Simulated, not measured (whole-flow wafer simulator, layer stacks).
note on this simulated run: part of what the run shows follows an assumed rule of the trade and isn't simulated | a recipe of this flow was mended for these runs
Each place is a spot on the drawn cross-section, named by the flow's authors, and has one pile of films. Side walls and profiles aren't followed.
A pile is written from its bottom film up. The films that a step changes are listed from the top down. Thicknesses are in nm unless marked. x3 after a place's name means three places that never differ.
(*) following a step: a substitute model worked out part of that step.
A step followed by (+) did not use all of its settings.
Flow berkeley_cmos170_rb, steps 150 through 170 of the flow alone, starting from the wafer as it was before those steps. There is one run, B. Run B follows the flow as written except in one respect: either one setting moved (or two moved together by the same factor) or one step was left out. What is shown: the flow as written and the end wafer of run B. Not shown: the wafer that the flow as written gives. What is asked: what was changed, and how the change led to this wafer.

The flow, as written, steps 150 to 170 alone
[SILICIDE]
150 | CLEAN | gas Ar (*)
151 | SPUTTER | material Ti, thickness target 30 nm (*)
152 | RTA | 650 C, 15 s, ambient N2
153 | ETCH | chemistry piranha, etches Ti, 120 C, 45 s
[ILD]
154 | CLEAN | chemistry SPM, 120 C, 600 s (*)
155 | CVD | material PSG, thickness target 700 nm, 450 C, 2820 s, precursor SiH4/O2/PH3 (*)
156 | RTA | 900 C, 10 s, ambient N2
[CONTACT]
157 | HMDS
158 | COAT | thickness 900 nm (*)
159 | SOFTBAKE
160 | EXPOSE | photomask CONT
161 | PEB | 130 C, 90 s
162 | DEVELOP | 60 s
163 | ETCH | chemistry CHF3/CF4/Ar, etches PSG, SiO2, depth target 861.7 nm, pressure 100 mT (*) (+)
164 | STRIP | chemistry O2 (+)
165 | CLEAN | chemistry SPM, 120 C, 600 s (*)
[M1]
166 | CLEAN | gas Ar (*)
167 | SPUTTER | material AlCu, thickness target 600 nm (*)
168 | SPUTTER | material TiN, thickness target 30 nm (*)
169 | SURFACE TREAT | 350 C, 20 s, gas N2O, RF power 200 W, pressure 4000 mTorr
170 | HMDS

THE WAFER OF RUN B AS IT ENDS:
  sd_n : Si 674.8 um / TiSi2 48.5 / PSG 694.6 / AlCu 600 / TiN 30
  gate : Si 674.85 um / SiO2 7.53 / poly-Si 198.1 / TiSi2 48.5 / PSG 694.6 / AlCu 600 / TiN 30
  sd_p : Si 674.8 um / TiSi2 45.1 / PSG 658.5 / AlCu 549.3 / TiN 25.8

What caused this: step 151, SPUTTER: thickness target 26 nm was run, while the flow as written has thickness target 30 nm.

The path from the change to this, step by step:
  151 | SPUTTER | material Ti, thickness target 30 nm (*)
      field, sd_n, spacer_n, gate, spacer_p, gate_p, contact, m1: Ti gains 26 (new film) (in the flow as written it would be: Ti gains 30 (new film))
      sd_p: Ti gains 24.2 (new film) (in the flow as written it would be: Ti gains 27.9 (new film))
  152 | RTA | 650 C, 15 s, ambient N2
      sd_n, contact, m1: Ti loses 20.3, TiSi2 C49 gains 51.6 (new film), Si loses 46 (in the flow as written it would be: Ti loses 23.4, TiSi first gains 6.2 (new film), TiSi2 C49 gains 50.3 (new film), Si loses 49)
      gate, gate_p: Ti loses 20.3, TiSi2 C49 gains 51.6 (new film), poly-Si loses 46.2 (in the flow as written it would be: Ti loses 23.4, TiSi first gains 6.2 (new film), TiSi2 C49 gains 50.3 (new film), poly-Si loses 49.2)
      (and at 1 other place as well)
  153 | ETCH | chemistry piranha, etches Ti, 120 C, 45 s
      sd_n, gate, gate_p, contact, m1: Ti loses 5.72 (all of it), TiSi2 C49 loses 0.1 (in the flow as written it would be: Ti loses 6.6 (all of it), TiSi first loses 0.1)
      sd_p: Ti loses 5.32 (all of it), TiSi2 C49 loses 0.1 (in the flow as written it would be: Ti loses 6.14 (all of it), TiSi first loses 0.1)
      (and at 3 other places as well)
  156 | RTA | 900 C, 10 s, ambient N2
      sd_n, contact, m1: under 1 film: TiSi2 gains 48.5 (new film), TiSi2 C49 loses 51.5 (all of it) (in the flow as written it would be: under 1 film: TiSi2 gains 55.9 (new film), TiSi first loses 6.09 (all of it), TiSi2 C49 loses 50.3 (all of it), Si loses 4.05)
      gate, gate_p: under 1 film: TiSi2 gains 48.5 (new film), TiSi2 C49 loses 51.5 (all of it) (in the flow as written it would be: under 1 film: TiSi2 gains 55.9 (new film), TiSi first loses 6.09 (all of it), TiSi2 C49 loses 50.3 (all of it), poly-Si loses 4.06)
      (and at 1 other place as well)
